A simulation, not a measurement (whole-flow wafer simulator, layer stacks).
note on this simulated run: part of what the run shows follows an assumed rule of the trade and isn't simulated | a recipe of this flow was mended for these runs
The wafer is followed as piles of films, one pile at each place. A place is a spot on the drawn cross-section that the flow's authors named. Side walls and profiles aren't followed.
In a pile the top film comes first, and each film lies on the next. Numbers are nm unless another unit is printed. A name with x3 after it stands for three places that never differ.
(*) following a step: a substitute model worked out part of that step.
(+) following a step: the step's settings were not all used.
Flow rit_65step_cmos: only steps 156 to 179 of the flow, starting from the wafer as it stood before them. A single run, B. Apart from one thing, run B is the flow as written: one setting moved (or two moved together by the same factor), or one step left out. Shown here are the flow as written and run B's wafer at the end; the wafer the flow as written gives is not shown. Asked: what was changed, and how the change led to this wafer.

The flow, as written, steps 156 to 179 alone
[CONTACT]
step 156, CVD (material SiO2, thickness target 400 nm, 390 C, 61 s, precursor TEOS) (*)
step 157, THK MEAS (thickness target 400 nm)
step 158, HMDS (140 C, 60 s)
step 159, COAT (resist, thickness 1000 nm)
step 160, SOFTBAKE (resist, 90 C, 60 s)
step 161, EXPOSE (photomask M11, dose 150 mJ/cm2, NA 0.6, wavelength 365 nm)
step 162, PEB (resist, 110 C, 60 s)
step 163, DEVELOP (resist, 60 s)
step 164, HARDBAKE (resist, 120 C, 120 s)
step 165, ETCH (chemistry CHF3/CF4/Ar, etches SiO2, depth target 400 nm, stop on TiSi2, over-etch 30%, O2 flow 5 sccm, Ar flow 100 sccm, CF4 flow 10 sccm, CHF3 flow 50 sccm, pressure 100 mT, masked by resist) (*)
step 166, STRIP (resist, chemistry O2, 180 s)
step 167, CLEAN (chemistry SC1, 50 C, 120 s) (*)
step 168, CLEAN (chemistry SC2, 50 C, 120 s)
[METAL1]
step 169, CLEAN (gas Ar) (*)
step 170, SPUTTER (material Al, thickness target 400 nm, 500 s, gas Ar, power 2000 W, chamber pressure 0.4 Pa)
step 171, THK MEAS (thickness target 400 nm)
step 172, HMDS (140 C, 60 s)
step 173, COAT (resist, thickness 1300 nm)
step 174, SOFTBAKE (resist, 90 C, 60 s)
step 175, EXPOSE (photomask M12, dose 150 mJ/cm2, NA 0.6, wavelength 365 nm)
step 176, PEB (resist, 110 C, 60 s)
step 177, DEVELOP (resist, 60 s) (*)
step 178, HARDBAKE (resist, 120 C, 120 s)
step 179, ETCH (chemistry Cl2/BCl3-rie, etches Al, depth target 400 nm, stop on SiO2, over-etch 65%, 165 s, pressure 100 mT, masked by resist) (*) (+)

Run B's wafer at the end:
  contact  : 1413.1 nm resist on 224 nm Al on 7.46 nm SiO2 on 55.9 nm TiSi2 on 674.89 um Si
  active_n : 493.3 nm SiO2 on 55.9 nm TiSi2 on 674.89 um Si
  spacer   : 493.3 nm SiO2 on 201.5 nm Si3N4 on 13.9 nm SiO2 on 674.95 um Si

Cause: step 156, CVD: thickness target 533 nm was run, whereas the flow has thickness target 400 nm; step 156, CVD: 81 s was run, where the flow has 61 s.

The path from the change to this, step by step:
  step 156, CVD (material SiO2, thickness target 400 nm, 390 C, 61 s, precursor TEOS) (*)
      active_n, active_p, gate_n and 7 more: +533 SiO2 (new film) (it would be, as written: +400 SiO2 (new film))
      field, field_pw, field_nw, field_p: +533 SiO2 (it would be, as written: +400 SiO2)
  step 165, ETCH (chemistry CHF3/CF4/Ar, etches SiO2, depth target 400 nm, stop on TiSi2, over-etch 30%, O2 flow 5 sccm, Ar flow 100 sccm, CF4 flow 10 sccm, CHF3 flow 50 sccm, pressure 100 mT, masked by resist) (*)
      contact: -520 SiO2 (it would be, as written: -400 SiO2 (all of it), -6 TiSi2)
  step 169, CLEAN (gas Ar) (*)
      contact: -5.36 SiO2 (it would be, as written: -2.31 TiSi2)
  step 170, SPUTTER (material Al, thickness target 400 nm, 500 s, gas Ar, power 2000 W, chamber pressure 0.4 Pa)
      contact: +224 Al (new film) (it would be, as written: +255.4 Al (new film))
  step 173, COAT (resist, thickness 1300 nm)
      contact: +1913 resist (new film) (it would be, as written: +1785.1 resist (new film))
  step 176, PEB (resist, 110 C, 60 s)
      contact: -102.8 resist (it would be, as written: -95.5 resist)
  step 178, HARDBAKE (resist, 120 C, 120 s)
      contact: -67.2 resist (it would be, as written: -62.1 resist)
